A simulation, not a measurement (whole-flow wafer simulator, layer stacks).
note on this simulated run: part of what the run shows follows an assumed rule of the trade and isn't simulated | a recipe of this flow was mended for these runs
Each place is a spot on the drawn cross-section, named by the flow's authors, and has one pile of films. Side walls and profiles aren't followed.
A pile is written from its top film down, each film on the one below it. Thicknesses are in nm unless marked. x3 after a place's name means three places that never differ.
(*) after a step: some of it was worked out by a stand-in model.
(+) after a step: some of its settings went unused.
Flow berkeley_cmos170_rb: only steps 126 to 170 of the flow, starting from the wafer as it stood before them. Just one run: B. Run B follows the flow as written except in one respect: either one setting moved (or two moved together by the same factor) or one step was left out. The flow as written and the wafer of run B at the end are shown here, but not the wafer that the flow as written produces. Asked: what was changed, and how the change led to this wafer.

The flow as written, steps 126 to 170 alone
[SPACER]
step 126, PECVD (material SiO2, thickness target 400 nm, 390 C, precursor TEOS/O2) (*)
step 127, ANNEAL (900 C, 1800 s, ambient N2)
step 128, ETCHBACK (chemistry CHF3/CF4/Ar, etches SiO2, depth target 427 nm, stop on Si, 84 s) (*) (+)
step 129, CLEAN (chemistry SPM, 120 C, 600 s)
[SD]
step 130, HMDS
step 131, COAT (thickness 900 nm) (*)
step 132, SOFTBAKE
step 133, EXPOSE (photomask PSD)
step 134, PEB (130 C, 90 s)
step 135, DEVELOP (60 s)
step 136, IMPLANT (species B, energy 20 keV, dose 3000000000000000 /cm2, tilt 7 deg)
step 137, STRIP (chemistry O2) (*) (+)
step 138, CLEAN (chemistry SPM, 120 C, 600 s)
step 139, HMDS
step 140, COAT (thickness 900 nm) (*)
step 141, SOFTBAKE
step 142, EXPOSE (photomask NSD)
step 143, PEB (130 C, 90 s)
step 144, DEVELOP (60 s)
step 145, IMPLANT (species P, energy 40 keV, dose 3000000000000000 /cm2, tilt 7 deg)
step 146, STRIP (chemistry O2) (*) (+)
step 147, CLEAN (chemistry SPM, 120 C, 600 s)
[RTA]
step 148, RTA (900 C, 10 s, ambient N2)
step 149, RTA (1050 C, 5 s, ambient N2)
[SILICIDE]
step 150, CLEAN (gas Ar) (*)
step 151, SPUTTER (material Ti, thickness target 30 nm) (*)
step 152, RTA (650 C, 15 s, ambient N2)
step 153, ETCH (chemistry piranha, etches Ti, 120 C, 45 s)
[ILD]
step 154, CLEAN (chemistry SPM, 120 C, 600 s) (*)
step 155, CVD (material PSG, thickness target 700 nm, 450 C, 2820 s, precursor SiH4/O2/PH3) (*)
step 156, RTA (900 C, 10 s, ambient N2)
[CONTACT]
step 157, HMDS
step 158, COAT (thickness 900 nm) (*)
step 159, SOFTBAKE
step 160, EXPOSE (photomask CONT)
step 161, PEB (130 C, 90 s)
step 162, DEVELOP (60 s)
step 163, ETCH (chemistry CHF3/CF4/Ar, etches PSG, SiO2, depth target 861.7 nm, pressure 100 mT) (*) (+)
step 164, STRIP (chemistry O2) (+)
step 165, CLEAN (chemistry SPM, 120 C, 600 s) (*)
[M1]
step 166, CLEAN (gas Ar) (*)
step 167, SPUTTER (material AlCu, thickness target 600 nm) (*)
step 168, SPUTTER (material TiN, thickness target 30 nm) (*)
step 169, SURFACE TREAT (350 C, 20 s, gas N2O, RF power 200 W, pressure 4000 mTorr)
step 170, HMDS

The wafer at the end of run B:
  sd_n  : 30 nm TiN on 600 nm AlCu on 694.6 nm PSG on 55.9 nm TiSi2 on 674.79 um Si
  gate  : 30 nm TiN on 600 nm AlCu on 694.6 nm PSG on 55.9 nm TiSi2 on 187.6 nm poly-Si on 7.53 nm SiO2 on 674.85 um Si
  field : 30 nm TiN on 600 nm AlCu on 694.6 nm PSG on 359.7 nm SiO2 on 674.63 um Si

The reason: step 126, PECVD: thickness target 362 nm was run, though the flow has thickness target 400 nm.

Step by step, how the change led to this:
  step 126, PECVD (material SiO2, thickness target 400 nm, 390 C, precursor TEOS/O2) (*)
      field, sd_n, contact, m1: SiO2 gains 362 (it would be, as written: SiO2 gains 400)
      spacer_n, sd_p, spacer_p: SiO2 gains 348.9 (it would be, as written: SiO2 gains 385.3)
      (and at 2 other places as well)
  step 128, ETCHBACK (chemistry CHF3/CF4/Ar, etches SiO2, depth target 427 nm, stop on Si, 84 s) (*) (+)
      gate, gate_p: SiO2 loses 362 (all of it), chemical SiO2 loses 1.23 (all of it), poly-Si loses 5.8 (it would be, as written: SiO2 loses 400 (all of it), chemical SiO2 loses 1.23 (all of it), poly-Si loses 2.34)
      sd_n: SiO2 loses 368 (all of it), Si loses 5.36 (it would be, as written: SiO2 loses 406 (all of it), Si loses 1.91)
      (and at 3 other places as well)
  step 131, COAT (thickness 900 nm) (*)
      sd_n: KrF-resist gains 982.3 (new film) (it would be, as written: KrF-resist gains 1002.7 (new film))
      spacer_n: KrF-resist gains 808.1 (new film) (it would be, as written: KrF-resist gains 791.7 (new film))
      (and at 3 other places as well)
  step 135, DEVELOP (60 s)
      spacer_p: KrF-resist loses 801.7 (all of it) (it would be, as written: KrF-resist loses 783.4 (all of it))
      gate_p: KrF-resist loses 746.1 (all of it) (it would be, as written: KrF-resist loses 762.3 (all of it))
  step 137, STRIP (chemistry O2) (*) (+)
      sd_n: KrF-resist loses 965.2 (all of it), chemical SiO2 gains 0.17, Si loses 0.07 (it would be, as written: KrF-resist loses 985.4 (all of it), chemical SiO2 gains 0.17, Si loses 0.07)
      spacer_n: KrF-resist loses 791.3 (all of it) (it would be, as written: KrF-resist loses 775.1 (all of it))
      (and at 1 other place as well)
  step 140, COAT (thickness 900 nm) (*)
      spacer_n: KrF-resist gains 808.1 (new film) (it would be, as written: KrF-resist gains 791.4 (new film))
      gate: KrF-resist gains 752.5 (new film) (it would be, as written: KrF-resist gains 770.4 (new film))
      (and at 2 other places as well)
  step 144, DEVELOP (60 s)
      spacer_n: KrF-resist loses 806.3 (all of it) (it would be, as written: KrF-resist loses 789.7 (all of it))
      gate: KrF-resist loses 750.8 (all of it) (it would be, as written: KrF-resist loses 768.7 (all of it))
  step 146, STRIP (chemistry O2) (*) (+)
      gate_p: KrF-resist loses 731.1 (all of it), chemical SiO2 gains 0.07, poly-Si loses 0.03 (it would be, as written: KrF-resist loses 747.2 (all of it), chemical SiO2 gains 0.07)
      spacer_p: KrF-resist loses 786.8 (all of it) (it would be, as written: KrF-resist loses 768.5 (all of it))
  step 152, RTA (650 C, 15 s, ambient N2)
      sd_p: Ti loses 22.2, TiSi first gains 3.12 (new film), TiSi2 C49 gains 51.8 (new film), Si loses 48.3 (it would be, as written: Ti loses 21.8, TiSi first gains 2.13 (new film), TiSi2 C49 gains 52.2 (new film), Si loses 48)
  step 156, RTA (900 C, 10 s, ambient N2)
      sd_p: under 1 film: TiSi2 gains 53 (new film), TiSi first loses 3.01 (all of it), TiSi2 C49 loses 51.8 (all of it), Si loses 2 (it would be, as written: under 1 film: TiSi2 gains 52 (new film), TiSi first loses 2.02 (all of it), TiSi2 C49 loses 52.2 (all of it), Si loses 1.34)
  step 158, COAT (thickness 900 nm) (*)
      sd_n: KrF-resist gains 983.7 (new film) (it would be, as written: KrF-resist gains 1005.1 (new film))
      gate: KrF-resist gains 785.8 (new film) (it would be, as written: KrF-resist gains 810 (new film))
      (and at 2 other places as well)
  step 164, STRIP (chemistry O2) (+)
      sd_n: KrF-resist loses 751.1 (all of it) (it would be, as written: KrF-resist loses 772.5 (all of it))
      gate: KrF-resist loses 553.7 (all of it) (it would be, as written: KrF-resist loses 577.9 (all of it))
      (and at 4 other places as well)
  step 167, SPUTTER (material AlCu, thickness target 600 nm) (*)
      sd_p: AlCu gains 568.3 (new film) (it would be, as written: AlCu gains 549.6 (new film))
  step 168, SPUTTER (material TiN, thickness target 30 nm) (*)
      sd_p: TiN gains 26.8 (new film) (it would be, as written: TiN gains 25.8 (new film))
